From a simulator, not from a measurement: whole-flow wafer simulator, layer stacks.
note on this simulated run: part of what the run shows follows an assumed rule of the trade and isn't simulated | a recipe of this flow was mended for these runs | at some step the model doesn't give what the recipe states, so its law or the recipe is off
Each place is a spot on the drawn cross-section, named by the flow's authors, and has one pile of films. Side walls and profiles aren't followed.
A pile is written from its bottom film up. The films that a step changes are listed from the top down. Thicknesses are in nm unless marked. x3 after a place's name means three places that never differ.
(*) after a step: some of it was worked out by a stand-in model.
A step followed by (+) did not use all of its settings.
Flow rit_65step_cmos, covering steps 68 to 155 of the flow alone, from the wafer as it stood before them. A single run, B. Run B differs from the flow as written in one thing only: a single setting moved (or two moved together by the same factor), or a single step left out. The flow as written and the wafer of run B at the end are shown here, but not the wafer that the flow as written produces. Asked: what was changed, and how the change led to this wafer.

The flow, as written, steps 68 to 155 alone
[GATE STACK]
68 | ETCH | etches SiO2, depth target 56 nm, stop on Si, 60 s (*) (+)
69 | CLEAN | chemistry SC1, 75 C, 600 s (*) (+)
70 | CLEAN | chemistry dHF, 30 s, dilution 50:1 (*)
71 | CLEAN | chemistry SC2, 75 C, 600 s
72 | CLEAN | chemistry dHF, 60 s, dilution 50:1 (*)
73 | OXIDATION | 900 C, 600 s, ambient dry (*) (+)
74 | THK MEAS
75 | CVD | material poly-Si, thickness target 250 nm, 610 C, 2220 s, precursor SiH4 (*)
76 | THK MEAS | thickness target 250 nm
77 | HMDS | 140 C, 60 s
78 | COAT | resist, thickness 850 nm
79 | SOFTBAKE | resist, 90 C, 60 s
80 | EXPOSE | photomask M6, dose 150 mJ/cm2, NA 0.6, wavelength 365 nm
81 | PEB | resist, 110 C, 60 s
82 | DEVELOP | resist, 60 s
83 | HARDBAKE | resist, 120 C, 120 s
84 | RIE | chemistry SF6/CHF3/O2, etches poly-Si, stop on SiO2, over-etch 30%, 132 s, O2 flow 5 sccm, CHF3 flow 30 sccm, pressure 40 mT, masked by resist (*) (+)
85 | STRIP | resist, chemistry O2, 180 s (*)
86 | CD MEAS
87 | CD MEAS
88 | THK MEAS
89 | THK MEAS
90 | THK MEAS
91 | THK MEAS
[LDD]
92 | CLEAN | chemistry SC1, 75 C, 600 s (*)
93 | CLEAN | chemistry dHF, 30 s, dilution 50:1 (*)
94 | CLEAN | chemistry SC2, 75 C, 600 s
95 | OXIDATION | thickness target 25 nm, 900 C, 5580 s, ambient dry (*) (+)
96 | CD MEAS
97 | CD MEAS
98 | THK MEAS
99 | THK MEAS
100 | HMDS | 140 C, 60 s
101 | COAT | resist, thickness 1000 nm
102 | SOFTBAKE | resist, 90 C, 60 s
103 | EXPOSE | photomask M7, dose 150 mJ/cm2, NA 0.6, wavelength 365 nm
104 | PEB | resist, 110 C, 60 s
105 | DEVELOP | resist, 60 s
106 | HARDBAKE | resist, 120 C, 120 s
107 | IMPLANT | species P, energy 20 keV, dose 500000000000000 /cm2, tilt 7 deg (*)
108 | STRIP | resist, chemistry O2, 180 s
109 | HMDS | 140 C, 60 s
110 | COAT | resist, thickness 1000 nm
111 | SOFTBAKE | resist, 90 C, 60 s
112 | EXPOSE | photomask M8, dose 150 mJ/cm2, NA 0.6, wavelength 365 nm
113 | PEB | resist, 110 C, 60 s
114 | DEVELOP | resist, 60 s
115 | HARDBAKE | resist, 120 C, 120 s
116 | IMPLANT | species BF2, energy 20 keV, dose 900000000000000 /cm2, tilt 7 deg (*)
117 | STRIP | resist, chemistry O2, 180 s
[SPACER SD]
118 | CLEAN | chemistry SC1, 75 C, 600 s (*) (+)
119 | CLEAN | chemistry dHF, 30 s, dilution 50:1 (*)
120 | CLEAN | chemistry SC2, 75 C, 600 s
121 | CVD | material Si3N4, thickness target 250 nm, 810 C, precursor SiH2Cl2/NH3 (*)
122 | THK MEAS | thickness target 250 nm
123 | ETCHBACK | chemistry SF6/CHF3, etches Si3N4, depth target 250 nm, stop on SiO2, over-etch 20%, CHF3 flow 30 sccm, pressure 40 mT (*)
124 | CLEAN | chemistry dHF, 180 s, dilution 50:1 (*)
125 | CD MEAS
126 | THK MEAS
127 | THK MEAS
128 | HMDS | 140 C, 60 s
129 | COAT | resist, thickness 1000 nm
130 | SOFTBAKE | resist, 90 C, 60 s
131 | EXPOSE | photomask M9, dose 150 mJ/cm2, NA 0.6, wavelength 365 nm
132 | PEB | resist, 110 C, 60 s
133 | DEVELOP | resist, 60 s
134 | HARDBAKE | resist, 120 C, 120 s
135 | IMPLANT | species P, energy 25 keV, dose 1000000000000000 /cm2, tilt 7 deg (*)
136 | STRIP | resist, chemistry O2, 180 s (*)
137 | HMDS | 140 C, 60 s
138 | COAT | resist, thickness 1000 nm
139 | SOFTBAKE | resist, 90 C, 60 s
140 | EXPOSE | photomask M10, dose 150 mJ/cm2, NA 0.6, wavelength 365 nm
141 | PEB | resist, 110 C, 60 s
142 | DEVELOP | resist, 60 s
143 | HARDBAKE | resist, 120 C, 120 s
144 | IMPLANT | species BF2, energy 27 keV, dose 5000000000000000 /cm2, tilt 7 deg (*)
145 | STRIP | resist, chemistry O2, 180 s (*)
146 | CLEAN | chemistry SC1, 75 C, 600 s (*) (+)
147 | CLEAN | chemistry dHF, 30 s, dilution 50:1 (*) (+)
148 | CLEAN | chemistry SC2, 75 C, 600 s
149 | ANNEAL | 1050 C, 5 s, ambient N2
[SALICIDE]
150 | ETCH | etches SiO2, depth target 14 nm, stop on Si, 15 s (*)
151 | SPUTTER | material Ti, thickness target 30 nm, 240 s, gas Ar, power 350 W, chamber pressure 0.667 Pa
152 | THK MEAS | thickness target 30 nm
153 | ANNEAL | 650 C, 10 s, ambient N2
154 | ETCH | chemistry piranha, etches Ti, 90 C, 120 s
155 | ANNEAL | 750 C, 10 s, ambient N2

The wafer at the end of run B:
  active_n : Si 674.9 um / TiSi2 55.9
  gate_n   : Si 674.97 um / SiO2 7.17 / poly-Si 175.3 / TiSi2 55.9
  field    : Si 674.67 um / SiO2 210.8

Cause: step 68, ETCH: depth target 39 nm was run, while the flow as written has depth target 56 nm; step 68, ETCH: 42 s was run, where the flow has 60 s.

The path from the change to this, step by step:
  68 | ETCH | etches SiO2, depth target 56 nm, stop on Si, 60 s (*) (+)
      active_n, active_p, gate_n and 7 more: SiO2 loses 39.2 (as written it would have been: SiO2 loses 45.4 (all of it), Si loses 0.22)
      field, field_pw, field_nw, field_p: SiO2 loses 39.2 (as written it would have been: SiO2 loses 56)
  69 | CLEAN | chemistry SC1, 75 C, 600 s (*) (+)
      gate_n, gate_p, spacer, spacer_p, sd_n, sd_p, contact, m1: SiO2 loses 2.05 (as written it would have been: chemical SiO2 gains 0.6 (new film), Si loses 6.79)
      active_n, active_p: SiO2 loses 2.05 (as written it would have been: chemical SiO2 gains 0.6 (new film), Si loses 6.8)
  70 | CLEAN | chemistry dHF, 30 s, dilution 50:1 (*)
      active_n, gate_n, spacer, sd_n, contact, m1: SiO2 loses 3.27 (as written it would have been: chemical SiO2 loses 0.6 (all of it))
      gate_p, spacer_p, sd_p: SiO2 loses 4.18 (all of it) (as written it would have been: chemical SiO2 loses 0.6 (all of it))
      (also at 1 further place)
  72 | CLEAN | chemistry dHF, 60 s, dilution 50:1 (*)
      gate_n, spacer, sd_n, contact, m1: SiO2 loses 0.92 (all of it) (as written it would have been: chemical SiO2 loses 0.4 (all of it))
      active_n: SiO2 loses 0.89 (all of it) (as written it would have been: chemical SiO2 loses 0.4 (all of it))
